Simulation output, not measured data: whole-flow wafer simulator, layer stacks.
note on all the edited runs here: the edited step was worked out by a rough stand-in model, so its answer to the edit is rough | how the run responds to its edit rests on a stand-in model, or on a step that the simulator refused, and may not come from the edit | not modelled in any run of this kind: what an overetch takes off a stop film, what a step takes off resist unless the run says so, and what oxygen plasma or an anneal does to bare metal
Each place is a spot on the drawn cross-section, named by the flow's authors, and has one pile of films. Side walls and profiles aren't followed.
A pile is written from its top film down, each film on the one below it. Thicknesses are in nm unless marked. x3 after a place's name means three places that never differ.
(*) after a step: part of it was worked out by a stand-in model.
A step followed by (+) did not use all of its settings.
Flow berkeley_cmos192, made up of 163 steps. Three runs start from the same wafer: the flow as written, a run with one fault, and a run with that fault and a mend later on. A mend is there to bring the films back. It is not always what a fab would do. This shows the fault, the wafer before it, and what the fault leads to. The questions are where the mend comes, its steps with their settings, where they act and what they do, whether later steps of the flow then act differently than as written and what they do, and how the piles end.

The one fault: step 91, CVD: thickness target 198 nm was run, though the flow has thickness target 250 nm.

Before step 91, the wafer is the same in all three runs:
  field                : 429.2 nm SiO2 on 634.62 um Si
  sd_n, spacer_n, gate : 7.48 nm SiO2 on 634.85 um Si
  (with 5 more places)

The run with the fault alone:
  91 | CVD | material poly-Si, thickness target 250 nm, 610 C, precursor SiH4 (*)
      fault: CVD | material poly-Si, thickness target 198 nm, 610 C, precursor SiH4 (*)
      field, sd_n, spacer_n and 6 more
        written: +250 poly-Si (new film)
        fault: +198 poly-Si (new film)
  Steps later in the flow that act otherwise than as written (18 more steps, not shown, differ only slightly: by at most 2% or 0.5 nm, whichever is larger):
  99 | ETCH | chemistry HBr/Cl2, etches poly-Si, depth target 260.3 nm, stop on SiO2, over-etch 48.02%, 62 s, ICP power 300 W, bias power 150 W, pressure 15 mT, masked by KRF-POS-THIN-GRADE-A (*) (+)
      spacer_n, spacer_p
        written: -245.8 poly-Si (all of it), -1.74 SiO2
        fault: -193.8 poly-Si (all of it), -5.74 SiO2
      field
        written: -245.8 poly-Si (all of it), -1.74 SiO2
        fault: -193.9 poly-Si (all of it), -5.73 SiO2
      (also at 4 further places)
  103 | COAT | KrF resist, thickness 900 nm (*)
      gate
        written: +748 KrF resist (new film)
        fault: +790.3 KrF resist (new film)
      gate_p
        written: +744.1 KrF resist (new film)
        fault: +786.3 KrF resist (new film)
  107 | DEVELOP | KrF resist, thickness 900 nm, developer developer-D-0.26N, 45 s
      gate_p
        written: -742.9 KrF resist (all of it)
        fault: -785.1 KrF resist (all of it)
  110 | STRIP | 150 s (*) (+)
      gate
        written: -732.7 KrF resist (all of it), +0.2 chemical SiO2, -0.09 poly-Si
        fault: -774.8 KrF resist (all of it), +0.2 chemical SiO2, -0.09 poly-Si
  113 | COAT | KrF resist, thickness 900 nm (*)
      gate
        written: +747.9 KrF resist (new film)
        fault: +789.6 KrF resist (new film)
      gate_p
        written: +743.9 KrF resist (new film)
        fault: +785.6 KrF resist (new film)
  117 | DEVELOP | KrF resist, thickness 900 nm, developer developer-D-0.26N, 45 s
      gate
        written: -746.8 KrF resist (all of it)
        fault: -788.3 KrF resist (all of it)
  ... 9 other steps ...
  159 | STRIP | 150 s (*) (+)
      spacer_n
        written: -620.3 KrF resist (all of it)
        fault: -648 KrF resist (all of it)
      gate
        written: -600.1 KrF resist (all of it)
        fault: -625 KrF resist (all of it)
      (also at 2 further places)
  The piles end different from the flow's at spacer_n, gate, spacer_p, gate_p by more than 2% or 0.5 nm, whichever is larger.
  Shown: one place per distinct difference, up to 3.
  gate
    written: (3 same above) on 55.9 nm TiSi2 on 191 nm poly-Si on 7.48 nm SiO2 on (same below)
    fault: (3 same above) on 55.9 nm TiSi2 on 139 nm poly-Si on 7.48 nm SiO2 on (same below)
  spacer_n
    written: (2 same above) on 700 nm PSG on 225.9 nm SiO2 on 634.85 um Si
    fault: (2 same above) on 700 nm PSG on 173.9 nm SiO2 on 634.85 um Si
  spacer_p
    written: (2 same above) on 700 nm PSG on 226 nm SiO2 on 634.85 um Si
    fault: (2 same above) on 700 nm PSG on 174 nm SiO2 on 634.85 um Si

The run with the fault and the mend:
  The mend follows step 91.
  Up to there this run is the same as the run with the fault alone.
  91a | CVD | material poly-Si, thickness target 52 nm, 610 C, precursor SiH4 (*) (the flow's step 91 again, with other settings)
      field, sd_n, spacer_n and 6 more
        +52 poly-Si
  Later steps of the flow that are run all act as written at every place that is followed.
  By the end, the piles equal the flow's at every place that both follow.
